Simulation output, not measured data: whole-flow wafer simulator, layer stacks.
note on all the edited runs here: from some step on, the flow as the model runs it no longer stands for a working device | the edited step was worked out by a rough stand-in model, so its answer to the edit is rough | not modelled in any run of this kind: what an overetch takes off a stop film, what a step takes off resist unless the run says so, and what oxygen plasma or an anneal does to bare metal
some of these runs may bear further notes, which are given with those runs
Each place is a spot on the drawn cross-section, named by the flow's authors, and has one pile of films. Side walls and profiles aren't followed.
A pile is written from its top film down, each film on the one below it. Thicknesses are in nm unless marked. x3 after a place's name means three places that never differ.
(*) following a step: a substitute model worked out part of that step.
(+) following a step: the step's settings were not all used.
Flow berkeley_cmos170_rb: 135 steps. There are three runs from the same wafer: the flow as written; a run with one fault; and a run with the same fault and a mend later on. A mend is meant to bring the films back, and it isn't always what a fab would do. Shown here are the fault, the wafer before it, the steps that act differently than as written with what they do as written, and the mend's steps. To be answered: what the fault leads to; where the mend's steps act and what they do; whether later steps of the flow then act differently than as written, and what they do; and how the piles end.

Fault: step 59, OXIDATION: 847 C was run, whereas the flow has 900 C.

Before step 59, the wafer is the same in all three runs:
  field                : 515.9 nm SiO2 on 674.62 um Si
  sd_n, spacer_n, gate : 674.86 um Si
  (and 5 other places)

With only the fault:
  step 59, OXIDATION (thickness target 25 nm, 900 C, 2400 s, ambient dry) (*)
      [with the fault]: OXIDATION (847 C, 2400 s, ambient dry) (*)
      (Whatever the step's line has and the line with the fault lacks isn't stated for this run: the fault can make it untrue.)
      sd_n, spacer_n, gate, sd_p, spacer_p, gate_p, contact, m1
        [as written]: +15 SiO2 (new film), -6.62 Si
        [with the fault]: +8.69 SiO2 (new film), -3.82 Si
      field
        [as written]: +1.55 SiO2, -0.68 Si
        [with the fault]: +0.57 SiO2, -0.25 Si
  Later steps of the flow acting differently than as written (31 other steps are not shown; they differ only slightly, by no more than 2% or 0.5 nm, whichever is larger):
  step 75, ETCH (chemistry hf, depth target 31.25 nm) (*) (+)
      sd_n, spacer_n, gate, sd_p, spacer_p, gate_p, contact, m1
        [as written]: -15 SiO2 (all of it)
        [with the fault]: -8.69 SiO2 (all of it)
  The piles end only slightly different from the flow's at the places that both follow, by no more than 2% or 0.5 nm, whichever is larger.

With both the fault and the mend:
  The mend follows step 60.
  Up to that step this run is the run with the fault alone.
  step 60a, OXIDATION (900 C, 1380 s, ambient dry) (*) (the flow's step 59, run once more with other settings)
      sd_n, spacer_n, gate, sd_p, spacer_p, gate_p, contact, m1
        +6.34 SiO2, -2.79 Si
      field
        +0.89 SiO2, -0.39 Si
  Every later step of the flow that is run acts as written, at every place that is followed, to within 2% or 0.5 nm, whichever is larger.
  The piles end only slightly different from the flow's at the places that both follow, by no more than 2% or 0.5 nm, whichever is larger.
